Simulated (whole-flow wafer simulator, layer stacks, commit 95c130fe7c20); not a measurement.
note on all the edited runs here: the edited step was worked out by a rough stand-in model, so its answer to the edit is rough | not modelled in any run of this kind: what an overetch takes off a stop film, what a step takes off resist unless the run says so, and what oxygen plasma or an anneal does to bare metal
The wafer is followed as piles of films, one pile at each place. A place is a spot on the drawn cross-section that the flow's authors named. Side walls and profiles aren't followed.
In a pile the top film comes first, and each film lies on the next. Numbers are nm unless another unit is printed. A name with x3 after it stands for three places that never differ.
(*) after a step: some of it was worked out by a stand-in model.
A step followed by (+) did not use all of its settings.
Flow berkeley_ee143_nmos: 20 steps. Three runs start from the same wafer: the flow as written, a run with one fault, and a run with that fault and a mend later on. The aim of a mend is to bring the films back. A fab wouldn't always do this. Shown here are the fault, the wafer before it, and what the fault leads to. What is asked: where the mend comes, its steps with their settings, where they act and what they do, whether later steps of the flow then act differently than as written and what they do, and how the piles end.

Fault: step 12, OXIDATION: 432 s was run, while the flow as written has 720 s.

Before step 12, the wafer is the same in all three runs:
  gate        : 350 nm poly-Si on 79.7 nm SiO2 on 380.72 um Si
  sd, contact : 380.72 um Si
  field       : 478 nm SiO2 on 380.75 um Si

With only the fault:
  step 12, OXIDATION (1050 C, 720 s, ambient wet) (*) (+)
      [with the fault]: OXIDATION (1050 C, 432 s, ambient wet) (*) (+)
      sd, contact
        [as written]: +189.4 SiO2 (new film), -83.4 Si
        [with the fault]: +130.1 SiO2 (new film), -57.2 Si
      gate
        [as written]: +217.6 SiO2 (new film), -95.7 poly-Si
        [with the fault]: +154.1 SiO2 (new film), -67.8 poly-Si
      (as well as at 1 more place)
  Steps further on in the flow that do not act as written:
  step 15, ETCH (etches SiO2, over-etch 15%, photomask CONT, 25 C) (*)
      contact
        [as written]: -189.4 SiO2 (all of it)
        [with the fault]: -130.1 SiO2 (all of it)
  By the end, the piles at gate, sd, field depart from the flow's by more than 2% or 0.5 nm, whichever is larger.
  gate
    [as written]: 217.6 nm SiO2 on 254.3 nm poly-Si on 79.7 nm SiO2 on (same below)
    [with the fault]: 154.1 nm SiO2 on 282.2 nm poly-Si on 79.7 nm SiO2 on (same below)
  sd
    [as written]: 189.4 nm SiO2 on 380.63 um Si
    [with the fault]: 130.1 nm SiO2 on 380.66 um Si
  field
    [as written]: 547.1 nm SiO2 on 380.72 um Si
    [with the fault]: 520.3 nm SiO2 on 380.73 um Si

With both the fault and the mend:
  The mend follows step 12.
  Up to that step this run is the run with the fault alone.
  step 12a, OXIDATION (1050 C, 288 s, ambient wet) (*) (+) (a further turn of the flow's step 12, with different settings)
      sd, contact
        +59.4 SiO2, -26.1 Si
      gate
        +63.4 SiO2, -27.9 poly-Si
      field
        +26.8 SiO2, -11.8 Si
  Later steps of the flow that are run all act as written at every place that is followed.
  At every place that both follow, the piles at the end match the flow's.
